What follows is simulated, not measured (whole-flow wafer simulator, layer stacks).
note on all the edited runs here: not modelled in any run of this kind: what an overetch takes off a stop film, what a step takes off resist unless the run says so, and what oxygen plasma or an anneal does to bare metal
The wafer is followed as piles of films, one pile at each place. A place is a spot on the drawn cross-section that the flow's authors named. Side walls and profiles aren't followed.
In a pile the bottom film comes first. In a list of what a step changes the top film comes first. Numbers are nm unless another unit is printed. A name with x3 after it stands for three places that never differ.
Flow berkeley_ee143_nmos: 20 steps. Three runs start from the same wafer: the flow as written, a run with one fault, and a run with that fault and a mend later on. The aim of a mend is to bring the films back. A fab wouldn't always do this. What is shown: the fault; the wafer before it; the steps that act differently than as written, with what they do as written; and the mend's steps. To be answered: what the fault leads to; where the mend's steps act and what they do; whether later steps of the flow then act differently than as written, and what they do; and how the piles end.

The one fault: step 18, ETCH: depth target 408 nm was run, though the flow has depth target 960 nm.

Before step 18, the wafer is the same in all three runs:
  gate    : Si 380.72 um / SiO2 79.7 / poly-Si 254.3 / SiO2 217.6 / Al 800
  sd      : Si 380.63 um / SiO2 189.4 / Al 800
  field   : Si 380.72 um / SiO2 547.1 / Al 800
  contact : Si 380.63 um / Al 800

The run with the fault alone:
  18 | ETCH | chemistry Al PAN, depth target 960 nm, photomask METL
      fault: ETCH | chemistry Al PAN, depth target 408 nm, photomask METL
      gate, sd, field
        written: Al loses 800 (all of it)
        fault: Al loses 408
  Every later step of the flow that is run acts as written at every place that is followed.
  By the end, the piles at gate, sd, field depart from the flow's by more than 2% or 0.5 nm, whichever is larger.
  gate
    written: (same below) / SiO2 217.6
    fault: (same below) / SiO2 217.6 / Al 392
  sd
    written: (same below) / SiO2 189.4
    fault: (same below) / SiO2 189.4 / Al 392
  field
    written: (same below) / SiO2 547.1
    fault: (same below) / SiO2 547.1 / Al 392

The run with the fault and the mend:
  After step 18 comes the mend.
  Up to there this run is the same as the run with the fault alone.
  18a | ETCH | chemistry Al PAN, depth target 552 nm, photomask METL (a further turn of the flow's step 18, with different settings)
      gate, sd, field
        Al loses 392 (all of it)
  Every later step of the flow that is run acts as written at every place that is followed.
  The piles end the same as the flow's at every place that both follow.
